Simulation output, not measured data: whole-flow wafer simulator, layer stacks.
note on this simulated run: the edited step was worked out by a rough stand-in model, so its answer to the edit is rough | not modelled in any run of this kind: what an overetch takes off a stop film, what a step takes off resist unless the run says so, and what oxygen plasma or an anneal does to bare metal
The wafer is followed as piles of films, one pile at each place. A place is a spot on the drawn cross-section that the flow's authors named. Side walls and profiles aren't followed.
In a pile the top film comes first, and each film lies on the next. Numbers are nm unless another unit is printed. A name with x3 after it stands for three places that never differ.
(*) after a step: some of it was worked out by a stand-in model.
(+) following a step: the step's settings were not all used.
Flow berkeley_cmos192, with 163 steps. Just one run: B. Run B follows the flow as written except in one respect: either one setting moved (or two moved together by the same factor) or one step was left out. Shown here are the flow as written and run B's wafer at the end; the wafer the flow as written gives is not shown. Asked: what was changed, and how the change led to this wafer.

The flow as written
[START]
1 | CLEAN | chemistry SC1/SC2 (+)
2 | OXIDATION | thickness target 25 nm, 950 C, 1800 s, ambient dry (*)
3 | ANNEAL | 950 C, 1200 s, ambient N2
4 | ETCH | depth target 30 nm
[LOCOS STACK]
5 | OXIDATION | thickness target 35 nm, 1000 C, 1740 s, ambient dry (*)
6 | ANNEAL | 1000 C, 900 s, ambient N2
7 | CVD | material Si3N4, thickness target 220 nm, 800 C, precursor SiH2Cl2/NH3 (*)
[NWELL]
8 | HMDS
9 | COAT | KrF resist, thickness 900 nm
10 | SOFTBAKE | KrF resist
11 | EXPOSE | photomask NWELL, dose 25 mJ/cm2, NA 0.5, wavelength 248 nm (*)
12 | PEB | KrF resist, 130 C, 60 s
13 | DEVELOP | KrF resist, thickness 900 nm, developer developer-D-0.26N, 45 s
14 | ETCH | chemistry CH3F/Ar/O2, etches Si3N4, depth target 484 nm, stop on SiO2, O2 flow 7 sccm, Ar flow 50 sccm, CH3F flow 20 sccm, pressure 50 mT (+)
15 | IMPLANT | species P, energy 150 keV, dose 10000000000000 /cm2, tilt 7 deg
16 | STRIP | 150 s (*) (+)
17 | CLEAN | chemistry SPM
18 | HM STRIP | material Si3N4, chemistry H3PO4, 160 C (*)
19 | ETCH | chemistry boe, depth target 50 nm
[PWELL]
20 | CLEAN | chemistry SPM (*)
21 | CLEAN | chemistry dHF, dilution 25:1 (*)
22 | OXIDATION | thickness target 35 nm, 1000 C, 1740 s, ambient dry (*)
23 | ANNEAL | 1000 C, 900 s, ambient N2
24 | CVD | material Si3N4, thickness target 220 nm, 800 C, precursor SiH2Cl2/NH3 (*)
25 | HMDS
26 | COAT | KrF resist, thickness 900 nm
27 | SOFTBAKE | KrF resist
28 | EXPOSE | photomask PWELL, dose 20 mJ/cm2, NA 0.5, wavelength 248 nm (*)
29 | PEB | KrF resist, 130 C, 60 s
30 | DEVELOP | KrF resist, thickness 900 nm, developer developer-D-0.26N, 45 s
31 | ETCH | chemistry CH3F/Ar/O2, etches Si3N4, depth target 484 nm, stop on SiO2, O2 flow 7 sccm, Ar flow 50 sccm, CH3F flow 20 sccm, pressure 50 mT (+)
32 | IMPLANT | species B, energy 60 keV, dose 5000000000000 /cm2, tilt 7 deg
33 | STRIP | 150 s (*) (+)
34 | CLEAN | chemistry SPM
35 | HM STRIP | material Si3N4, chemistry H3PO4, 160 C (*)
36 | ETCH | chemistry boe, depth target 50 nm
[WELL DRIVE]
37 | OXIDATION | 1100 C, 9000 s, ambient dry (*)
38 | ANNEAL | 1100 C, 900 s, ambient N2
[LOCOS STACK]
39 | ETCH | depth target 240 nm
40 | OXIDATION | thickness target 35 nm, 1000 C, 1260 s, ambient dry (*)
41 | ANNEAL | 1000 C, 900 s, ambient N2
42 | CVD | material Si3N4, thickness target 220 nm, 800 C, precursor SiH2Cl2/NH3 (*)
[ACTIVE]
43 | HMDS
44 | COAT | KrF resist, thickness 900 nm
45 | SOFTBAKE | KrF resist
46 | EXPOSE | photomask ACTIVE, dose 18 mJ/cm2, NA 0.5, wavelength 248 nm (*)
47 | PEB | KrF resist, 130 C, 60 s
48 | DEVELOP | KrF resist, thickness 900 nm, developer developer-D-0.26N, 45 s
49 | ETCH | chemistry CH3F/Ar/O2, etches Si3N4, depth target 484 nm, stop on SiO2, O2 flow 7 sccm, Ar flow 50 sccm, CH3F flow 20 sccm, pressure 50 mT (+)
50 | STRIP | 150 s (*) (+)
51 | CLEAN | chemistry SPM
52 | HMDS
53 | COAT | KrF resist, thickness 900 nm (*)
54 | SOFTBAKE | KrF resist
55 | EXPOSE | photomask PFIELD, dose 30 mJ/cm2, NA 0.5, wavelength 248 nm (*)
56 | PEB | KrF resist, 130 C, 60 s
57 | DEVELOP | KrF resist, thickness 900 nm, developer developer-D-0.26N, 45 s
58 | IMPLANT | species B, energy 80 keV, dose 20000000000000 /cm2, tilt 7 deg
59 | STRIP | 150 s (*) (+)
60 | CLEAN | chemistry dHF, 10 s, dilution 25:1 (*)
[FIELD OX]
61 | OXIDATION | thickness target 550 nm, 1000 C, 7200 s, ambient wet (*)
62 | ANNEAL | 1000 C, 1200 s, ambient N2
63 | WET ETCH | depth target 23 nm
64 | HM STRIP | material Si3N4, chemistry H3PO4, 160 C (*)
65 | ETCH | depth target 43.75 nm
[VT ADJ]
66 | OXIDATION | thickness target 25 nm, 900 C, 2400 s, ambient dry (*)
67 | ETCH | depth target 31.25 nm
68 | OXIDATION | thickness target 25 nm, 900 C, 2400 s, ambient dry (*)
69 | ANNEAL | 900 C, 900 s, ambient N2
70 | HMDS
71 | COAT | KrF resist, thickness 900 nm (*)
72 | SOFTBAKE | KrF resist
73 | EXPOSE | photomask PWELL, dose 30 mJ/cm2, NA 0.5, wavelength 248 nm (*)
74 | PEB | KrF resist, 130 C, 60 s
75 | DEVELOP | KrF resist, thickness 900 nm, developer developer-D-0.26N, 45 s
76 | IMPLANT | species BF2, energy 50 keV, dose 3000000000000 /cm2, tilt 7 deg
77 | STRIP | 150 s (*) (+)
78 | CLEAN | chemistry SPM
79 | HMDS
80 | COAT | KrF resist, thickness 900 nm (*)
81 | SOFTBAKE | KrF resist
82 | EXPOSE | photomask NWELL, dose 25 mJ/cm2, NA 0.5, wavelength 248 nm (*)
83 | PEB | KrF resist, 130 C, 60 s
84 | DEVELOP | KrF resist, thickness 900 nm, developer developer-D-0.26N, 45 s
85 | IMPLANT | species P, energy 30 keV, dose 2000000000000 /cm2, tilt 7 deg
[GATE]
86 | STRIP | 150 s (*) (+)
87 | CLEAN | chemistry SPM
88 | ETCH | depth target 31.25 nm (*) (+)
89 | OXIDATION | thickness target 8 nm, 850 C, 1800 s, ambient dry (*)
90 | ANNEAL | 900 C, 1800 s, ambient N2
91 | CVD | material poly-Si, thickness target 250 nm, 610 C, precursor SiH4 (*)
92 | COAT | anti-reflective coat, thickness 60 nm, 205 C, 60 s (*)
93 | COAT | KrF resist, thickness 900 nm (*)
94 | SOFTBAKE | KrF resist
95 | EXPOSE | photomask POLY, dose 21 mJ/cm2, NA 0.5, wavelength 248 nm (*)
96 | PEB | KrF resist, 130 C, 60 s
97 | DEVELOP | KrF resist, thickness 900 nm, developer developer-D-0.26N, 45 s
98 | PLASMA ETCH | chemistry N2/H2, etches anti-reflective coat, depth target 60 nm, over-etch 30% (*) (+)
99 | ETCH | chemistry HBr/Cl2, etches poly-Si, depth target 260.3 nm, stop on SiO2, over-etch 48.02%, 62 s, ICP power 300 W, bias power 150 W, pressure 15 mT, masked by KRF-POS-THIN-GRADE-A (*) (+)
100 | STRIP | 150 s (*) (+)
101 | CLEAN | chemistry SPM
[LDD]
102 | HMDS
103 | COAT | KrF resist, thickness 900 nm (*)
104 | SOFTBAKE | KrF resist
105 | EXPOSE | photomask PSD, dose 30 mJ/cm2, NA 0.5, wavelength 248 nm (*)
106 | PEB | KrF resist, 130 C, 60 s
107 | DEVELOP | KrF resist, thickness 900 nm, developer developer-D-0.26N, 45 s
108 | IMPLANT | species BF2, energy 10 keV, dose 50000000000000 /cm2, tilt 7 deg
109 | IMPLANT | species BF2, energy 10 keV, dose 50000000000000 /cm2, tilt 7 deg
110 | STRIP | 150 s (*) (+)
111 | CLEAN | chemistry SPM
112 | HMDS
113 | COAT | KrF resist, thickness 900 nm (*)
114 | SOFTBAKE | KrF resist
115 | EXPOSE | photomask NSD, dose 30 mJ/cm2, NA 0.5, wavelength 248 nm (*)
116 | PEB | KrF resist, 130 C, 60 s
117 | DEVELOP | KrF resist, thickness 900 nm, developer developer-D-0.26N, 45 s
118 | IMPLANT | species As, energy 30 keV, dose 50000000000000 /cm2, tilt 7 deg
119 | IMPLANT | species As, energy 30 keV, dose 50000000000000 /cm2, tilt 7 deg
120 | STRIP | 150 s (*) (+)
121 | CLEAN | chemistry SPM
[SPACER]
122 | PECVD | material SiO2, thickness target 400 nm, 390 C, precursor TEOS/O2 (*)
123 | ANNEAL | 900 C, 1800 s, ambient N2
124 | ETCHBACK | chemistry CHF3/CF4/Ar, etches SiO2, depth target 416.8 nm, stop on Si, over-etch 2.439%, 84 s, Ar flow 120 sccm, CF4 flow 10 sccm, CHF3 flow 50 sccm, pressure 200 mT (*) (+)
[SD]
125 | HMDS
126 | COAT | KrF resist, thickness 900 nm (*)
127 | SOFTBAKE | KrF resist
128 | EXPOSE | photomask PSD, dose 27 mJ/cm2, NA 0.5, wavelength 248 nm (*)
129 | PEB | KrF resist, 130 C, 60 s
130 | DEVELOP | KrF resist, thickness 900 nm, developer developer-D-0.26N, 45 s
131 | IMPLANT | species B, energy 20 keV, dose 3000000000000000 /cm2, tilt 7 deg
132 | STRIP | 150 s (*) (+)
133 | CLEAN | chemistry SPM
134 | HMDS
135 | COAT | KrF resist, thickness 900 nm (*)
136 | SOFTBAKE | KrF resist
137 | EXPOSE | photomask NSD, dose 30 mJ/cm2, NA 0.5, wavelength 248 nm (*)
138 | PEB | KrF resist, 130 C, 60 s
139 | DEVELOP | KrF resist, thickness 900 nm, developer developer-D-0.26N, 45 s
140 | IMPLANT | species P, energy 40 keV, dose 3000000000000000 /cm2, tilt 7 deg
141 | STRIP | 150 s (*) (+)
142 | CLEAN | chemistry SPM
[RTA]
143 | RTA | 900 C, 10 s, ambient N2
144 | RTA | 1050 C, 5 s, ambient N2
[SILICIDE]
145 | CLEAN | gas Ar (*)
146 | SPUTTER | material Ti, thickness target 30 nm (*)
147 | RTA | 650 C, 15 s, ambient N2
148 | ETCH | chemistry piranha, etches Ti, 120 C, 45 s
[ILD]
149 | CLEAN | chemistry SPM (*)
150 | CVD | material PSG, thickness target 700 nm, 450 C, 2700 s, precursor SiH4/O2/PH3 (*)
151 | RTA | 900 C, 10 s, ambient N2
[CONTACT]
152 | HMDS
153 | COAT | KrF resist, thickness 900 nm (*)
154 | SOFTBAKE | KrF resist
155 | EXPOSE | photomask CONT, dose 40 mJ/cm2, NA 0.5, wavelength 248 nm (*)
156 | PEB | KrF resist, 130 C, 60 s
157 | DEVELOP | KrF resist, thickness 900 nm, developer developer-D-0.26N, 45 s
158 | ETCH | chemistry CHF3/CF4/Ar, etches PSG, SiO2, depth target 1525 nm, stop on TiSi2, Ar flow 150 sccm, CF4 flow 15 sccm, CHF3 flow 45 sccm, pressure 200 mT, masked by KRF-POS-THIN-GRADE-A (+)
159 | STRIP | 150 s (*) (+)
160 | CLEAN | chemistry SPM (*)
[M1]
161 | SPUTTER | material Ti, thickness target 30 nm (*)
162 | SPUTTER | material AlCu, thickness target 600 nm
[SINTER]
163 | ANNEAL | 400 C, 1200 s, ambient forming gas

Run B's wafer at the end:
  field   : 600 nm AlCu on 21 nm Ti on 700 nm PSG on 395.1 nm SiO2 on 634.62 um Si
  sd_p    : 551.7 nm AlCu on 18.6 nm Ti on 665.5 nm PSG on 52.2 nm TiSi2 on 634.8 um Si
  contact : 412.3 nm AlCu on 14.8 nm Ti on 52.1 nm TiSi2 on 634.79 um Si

Cause: step 161, SPUTTER: thickness target 21 nm was run, whereas the flow has thickness target 30 nm.
The wafer itself shows it: field has Ti 21, and step 161 as written asks for 30 nm.

How this came from the change, step by step:
  161 | SPUTTER | material Ti, thickness target 30 nm (*)
      field, sd_n, spacer_n, gate, spacer_p, gate_p, m1: +21 Ti (new film) (in the flow as written it would be: +30 Ti (new film))
      sd_p: +18.6 Ti (new film) (in the flow as written it would be: +26.6 Ti (new film))
      (and at 1 other place as well)
